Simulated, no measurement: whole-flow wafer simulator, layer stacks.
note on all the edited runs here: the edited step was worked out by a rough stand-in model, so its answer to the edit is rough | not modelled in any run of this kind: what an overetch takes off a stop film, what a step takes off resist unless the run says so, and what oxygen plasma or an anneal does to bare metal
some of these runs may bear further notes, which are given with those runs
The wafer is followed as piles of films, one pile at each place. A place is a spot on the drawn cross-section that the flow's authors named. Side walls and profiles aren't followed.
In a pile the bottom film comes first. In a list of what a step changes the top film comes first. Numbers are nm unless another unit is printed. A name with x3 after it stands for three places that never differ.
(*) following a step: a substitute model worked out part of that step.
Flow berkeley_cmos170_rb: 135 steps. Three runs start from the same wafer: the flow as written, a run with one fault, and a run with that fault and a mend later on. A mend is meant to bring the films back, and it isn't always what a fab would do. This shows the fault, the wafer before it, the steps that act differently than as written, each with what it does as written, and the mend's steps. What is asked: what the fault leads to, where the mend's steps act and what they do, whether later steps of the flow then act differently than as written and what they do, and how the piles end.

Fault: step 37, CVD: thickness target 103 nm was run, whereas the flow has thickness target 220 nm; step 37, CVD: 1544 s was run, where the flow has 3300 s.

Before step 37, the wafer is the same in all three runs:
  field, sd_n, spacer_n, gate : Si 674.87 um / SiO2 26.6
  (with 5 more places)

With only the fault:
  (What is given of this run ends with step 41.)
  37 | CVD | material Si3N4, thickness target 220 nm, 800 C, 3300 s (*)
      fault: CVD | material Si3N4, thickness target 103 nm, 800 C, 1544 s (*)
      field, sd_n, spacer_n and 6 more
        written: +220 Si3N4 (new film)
        fault: +103 Si3N4 (new film)
  Later steps of the flow up to step 41 that are run all act as written at every place that is followed.
  After step 41, at field, sd_n, spacer_n and 6 more, the piles differ from the flow's by more than 2% or 0.5 nm, whichever is larger.
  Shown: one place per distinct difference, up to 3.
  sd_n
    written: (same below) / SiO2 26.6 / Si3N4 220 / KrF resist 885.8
    fault: (same below) / SiO2 26.6 / Si3N4 103 / KrF resist 885.8
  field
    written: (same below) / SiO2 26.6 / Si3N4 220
    fault: (same below) / SiO2 26.6 / Si3N4 103

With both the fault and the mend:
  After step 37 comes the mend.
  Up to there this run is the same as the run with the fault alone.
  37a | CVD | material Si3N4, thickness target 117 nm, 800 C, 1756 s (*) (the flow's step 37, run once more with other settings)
      field, sd_n, spacer_n and 6 more
        +117 Si3N4
  Later steps of the flow that are run all act as written at every place that is followed.
  At every place that both follow, the piles at the end match the flow's.
